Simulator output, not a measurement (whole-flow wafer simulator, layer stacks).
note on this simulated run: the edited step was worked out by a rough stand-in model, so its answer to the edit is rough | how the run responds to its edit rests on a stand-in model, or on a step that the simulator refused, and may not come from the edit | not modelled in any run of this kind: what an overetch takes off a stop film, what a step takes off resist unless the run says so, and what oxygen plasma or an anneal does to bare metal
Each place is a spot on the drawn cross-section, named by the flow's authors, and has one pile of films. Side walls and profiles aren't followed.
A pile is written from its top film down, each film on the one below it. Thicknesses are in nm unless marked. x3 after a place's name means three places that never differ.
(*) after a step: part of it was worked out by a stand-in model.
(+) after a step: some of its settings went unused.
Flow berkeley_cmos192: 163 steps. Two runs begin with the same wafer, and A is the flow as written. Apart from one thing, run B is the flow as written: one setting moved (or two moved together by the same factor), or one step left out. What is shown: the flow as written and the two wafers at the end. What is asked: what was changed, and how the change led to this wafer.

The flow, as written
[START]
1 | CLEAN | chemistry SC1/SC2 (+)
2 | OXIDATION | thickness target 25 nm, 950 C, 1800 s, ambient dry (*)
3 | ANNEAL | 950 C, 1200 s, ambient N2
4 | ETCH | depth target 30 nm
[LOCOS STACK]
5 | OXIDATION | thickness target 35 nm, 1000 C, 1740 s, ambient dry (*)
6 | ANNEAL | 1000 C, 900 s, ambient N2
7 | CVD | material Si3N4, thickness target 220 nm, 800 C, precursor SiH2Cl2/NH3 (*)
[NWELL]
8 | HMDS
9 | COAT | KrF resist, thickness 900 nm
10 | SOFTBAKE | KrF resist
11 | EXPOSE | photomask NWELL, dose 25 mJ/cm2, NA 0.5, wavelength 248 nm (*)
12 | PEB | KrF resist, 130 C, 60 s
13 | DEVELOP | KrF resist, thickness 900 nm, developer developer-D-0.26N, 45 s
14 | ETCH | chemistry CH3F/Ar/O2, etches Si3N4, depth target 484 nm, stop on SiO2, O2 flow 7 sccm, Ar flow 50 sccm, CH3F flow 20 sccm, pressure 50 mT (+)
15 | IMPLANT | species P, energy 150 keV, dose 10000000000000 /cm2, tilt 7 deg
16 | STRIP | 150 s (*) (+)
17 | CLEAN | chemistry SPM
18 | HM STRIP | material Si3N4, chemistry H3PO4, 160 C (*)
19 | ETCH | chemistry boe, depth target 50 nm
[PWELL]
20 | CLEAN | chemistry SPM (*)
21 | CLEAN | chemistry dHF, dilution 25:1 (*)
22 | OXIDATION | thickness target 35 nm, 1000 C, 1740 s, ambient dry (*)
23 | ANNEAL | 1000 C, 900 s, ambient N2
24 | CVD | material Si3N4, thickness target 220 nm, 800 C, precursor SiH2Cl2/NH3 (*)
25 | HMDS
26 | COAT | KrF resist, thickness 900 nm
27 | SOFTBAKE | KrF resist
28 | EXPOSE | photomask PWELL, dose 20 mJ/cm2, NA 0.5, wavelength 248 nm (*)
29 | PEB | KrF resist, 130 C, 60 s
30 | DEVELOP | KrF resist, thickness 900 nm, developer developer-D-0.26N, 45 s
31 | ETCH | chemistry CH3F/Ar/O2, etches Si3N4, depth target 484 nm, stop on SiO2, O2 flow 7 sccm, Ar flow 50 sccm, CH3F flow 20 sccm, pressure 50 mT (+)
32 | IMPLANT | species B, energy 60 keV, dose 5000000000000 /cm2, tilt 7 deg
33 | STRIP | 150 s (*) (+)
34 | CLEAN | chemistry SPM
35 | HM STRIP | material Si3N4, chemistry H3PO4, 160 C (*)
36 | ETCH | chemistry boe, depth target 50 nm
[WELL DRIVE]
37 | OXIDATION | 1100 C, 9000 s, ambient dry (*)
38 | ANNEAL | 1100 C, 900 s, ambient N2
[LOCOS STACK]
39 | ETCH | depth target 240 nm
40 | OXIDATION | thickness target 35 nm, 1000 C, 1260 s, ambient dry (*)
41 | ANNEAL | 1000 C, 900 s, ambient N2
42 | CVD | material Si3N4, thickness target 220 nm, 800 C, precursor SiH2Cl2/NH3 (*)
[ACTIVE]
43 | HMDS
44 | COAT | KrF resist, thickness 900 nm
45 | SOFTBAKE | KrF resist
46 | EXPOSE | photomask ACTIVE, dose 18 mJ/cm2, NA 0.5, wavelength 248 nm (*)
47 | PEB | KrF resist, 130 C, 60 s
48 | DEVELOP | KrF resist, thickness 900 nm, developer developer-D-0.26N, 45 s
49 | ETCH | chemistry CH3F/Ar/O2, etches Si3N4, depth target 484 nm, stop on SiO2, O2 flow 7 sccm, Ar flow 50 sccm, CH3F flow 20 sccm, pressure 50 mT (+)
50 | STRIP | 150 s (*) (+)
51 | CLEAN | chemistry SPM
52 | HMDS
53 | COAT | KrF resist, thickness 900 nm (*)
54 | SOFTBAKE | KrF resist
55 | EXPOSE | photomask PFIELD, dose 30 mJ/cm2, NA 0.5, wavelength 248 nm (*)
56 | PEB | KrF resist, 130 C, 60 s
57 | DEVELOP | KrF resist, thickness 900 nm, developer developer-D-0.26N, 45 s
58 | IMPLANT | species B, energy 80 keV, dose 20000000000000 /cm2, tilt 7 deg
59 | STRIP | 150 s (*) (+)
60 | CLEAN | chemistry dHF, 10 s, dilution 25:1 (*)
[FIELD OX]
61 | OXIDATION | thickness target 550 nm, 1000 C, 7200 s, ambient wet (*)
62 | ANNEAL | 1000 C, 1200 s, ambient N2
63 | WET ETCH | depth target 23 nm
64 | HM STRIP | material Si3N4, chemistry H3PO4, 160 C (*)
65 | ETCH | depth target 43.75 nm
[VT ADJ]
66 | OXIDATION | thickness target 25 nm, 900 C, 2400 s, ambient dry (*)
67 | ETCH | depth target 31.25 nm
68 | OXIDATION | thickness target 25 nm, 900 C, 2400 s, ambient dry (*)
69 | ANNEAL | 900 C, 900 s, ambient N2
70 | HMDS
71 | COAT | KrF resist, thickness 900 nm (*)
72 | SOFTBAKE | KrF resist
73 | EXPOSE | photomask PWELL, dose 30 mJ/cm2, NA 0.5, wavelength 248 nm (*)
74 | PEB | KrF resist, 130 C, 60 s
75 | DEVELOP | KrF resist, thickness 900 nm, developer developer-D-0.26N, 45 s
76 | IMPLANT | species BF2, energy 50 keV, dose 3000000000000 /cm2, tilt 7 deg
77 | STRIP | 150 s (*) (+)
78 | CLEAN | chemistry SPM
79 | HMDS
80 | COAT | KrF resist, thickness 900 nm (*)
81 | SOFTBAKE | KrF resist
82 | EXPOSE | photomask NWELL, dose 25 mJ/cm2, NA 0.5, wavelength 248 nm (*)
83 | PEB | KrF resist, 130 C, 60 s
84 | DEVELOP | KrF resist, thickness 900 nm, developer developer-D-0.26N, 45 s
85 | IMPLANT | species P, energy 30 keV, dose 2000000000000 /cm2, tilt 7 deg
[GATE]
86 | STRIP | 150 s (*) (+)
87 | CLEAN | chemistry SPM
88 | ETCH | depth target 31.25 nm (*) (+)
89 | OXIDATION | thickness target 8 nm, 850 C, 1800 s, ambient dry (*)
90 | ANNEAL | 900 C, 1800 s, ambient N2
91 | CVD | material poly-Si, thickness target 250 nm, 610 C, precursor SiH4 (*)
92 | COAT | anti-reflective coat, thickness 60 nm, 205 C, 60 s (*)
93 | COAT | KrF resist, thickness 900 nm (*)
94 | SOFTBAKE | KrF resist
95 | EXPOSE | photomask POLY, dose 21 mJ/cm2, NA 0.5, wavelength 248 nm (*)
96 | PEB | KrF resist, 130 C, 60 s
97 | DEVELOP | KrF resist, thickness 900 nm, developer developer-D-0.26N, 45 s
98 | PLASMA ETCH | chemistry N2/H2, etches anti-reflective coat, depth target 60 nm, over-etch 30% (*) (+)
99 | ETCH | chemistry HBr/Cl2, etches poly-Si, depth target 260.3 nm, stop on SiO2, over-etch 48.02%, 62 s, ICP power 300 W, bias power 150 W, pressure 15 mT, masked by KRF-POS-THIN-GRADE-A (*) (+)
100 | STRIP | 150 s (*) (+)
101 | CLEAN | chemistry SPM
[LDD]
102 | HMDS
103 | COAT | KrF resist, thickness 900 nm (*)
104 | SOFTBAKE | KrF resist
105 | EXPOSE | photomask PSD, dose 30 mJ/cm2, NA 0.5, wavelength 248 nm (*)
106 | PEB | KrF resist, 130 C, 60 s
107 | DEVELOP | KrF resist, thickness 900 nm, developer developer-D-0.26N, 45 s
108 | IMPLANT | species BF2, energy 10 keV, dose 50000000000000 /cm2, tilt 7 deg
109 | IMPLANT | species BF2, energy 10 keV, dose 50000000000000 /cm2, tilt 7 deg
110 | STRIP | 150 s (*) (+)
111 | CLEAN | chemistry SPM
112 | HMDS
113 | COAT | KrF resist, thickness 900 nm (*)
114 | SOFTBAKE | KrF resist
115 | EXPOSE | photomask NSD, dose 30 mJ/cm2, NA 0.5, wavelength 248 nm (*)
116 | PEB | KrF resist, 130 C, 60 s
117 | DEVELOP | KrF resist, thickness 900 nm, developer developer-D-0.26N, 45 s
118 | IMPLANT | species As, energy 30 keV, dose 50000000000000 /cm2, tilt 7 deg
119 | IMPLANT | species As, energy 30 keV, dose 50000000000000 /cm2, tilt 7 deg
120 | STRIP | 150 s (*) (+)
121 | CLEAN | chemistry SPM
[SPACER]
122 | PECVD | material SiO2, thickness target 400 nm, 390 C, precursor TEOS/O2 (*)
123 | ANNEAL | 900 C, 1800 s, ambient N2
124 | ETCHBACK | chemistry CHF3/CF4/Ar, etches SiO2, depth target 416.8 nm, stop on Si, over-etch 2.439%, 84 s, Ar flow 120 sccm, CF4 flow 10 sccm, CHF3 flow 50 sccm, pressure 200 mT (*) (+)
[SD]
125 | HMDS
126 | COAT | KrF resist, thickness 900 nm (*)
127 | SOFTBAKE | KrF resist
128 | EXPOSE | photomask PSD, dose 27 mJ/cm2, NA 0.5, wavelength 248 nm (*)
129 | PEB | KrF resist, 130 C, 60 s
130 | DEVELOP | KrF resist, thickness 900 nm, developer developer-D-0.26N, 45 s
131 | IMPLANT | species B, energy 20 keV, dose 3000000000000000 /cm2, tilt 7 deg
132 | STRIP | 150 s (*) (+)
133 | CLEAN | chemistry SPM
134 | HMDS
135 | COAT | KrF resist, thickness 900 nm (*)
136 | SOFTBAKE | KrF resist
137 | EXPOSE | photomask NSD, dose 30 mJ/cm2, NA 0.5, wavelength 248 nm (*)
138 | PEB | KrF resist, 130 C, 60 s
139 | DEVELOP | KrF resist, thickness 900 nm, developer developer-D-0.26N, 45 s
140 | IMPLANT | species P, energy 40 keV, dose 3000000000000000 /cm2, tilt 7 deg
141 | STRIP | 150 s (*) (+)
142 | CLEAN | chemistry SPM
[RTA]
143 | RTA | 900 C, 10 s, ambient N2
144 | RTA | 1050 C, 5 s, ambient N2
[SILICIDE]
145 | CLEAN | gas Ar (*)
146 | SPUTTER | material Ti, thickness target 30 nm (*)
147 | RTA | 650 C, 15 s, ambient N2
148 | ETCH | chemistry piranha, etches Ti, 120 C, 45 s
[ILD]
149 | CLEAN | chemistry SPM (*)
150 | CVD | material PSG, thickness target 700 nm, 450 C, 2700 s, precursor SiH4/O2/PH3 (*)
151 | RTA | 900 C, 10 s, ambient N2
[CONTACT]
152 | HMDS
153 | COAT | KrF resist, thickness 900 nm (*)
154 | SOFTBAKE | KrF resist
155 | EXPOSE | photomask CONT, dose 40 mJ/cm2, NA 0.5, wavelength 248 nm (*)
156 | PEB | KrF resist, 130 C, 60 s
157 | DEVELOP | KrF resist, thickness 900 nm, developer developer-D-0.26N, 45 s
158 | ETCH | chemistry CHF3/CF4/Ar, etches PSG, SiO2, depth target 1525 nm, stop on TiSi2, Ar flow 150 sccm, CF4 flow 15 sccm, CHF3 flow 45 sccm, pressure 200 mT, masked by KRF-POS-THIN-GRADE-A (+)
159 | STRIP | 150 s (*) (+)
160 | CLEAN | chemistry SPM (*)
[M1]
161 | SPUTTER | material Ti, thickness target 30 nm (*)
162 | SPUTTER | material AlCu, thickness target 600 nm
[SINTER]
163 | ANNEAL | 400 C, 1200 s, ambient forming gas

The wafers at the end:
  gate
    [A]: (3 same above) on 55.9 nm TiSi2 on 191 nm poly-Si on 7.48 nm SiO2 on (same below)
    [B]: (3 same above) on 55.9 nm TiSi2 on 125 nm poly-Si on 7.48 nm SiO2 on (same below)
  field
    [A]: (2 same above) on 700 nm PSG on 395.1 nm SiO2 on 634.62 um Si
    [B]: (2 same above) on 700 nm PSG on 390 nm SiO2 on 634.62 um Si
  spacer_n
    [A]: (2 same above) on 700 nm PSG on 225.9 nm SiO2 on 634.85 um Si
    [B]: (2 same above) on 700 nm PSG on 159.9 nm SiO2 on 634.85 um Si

What caused this: step 91, CVD: thickness target 184 nm was run, while the flow as written has thickness target 250 nm.

The path from the change to this, step by step:
  91 | CVD | material poly-Si, thickness target 250 nm, 610 C, precursor SiH4 (*)
      field, sd_n, spacer_n and 6 more: A poly-Si gains 250 (new film) | B poly-Si gains 184 (new film)
  99 | ETCH | chemistry HBr/Cl2, etches poly-Si, depth target 260.3 nm, stop on SiO2, over-etch 48.02%, 62 s, ICP power 300 W, bias power 150 W, pressure 15 mT, masked by KRF-POS-THIN-GRADE-A (*) (+)
      field, spacer_n, spacer_p: A poly-Si loses 245.8 (all of it), SiO2 loses 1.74 | B poly-Si loses 179.8 (all of it), SiO2 loses 6.82
      sd_n: A poly-Si loses 248.8 (all of it), SiO2 loses 1.51 | B poly-Si loses 182.8 (all of it), SiO2 loses 6.58
      (as well as at 3 more places)
  103 | COAT | KrF resist, thickness 900 nm (*)
      gate: A KrF resist gains 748 (new film) | B KrF resist gains 801.5 (new film)
      gate_p: A KrF resist gains 744.1 (new film) | B KrF resist gains 797.5 (new film)
  107 | DEVELOP | KrF resist, thickness 900 nm, developer developer-D-0.26N, 45 s
      gate_p: A KrF resist loses 742.9 (all of it) | B KrF resist loses 796.3 (all of it)
  110 | STRIP | 150 s (*) (+)
      gate: A KrF resist loses 732.7 (all of it), chemical SiO2 gains 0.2, poly-Si loses 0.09 | B KrF resist loses 786.1 (all of it), chemical SiO2 gains 0.2, poly-Si loses 0.09
  113 | COAT | KrF resist, thickness 900 nm (*)
      gate: A KrF resist gains 747.9 (new film) | B KrF resist gains 800.8 (new film)
      gate_p: A KrF resist gains 743.9 (new film) | B KrF resist gains 796.8 (new film)
  117 | DEVELOP | KrF resist, thickness 900 nm, developer developer-D-0.26N, 45 s
      gate: A KrF resist loses 746.8 (all of it) | B KrF resist loses 799.6 (all of it)
  120 | STRIP | 150 s (*) (+)
      gate_p: A KrF resist loses 728.6 (all of it), chemical SiO2 gains 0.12, poly-Si loses 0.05 | B KrF resist loses 781.4 (all of it), chemical SiO2 gains 0.12, poly-Si loses 0.05
  124 | ETCHBACK | chemistry CHF3/CF4/Ar, etches SiO2, depth target 416.8 nm, stop on Si, over-etch 2.439%, 84 s, Ar flow 120 sccm, CF4 flow 10 sccm, CHF3 flow 50 sccm, pressure 200 mT (*) (+)
      spacer_n: A SiO2 loses 160 | B SiO2 loses 220.2
      spacer_p: A SiO2 loses 159.9 | B SiO2 loses 221.3
  126 | COAT | KrF resist, thickness 900 nm (*)
      spacer_n: A KrF resist gains 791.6 (new film) | B KrF resist gains 841.9 (new film)
      gate: A KrF resist gains 771.5 (new film) | B KrF resist gains 820.5 (new film)
      (as well as at 2 more places)
  130 | DEVELOP | KrF resist, thickness 900 nm, developer developer-D-0.26N, 45 s
      spacer_p: A KrF resist loses 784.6 (all of it) | B KrF resist loses 832.8 (all of it)
      gate_p: A KrF resist loses 764.3 (all of it) | B KrF resist loses 811.4 (all of it)
  132 | STRIP | 150 s (*) (+)
      spacer_n: A KrF resist loses 776.1 (all of it) | B KrF resist loses 826.4 (all of it)
      gate: A chemical SiO2 gains 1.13 (new film), KrF resist loses 756.1 (all of it), poly-Si loses 0.5 | B chemical SiO2 gains 1.13 (new film), KrF resist loses 805.1 (all of it), poly-Si loses 0.5
  135 | COAT | KrF resist, thickness 900 nm (*)
      spacer_n: A KrF resist gains 791.1 (new film) | B KrF resist gains 842 (new film)
      gate: A KrF resist gains 770.3 (new film) | B KrF resist gains 820 (new film)
      (as well as at 2 more places)
  139 | DEVELOP | KrF resist, thickness 900 nm, developer developer-D-0.26N, 45 s
      spacer_n: A KrF resist loses 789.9 (all of it) | B KrF resist loses 840.6 (all of it)
      gate: A KrF resist loses 769.1 (all of it) | B KrF resist loses 818.7 (all of it)
  141 | STRIP | 150 s (*) (+)
      spacer_p: A KrF resist loses 770.2 (all of it) | B KrF resist loses 818.9 (all of it)
      gate_p: A KrF resist loses 749.1 (all of it), chemical SiO2 gains 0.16 | B KrF resist loses 796.8 (all of it), chemical SiO2 gains 0.16
  153 | COAT | KrF resist, thickness 900 nm (*)
      spacer_n: A KrF resist gains 829.8 (new film) | B KrF resist gains 865.3 (new film)
      gate: A KrF resist gains 809.7 (new film) | B KrF resist gains 841.6 (new film)
      (as well as at 2 more places)
  159 | STRIP | 150 s (*) (+)
      spacer_n: A KrF resist loses 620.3 (all of it) | B KrF resist loses 655.7 (all of it)
      gate: A KrF resist loses 600.1 (all of it) | B KrF resist loses 632 (all of it)
      (as well as at 3 more places)
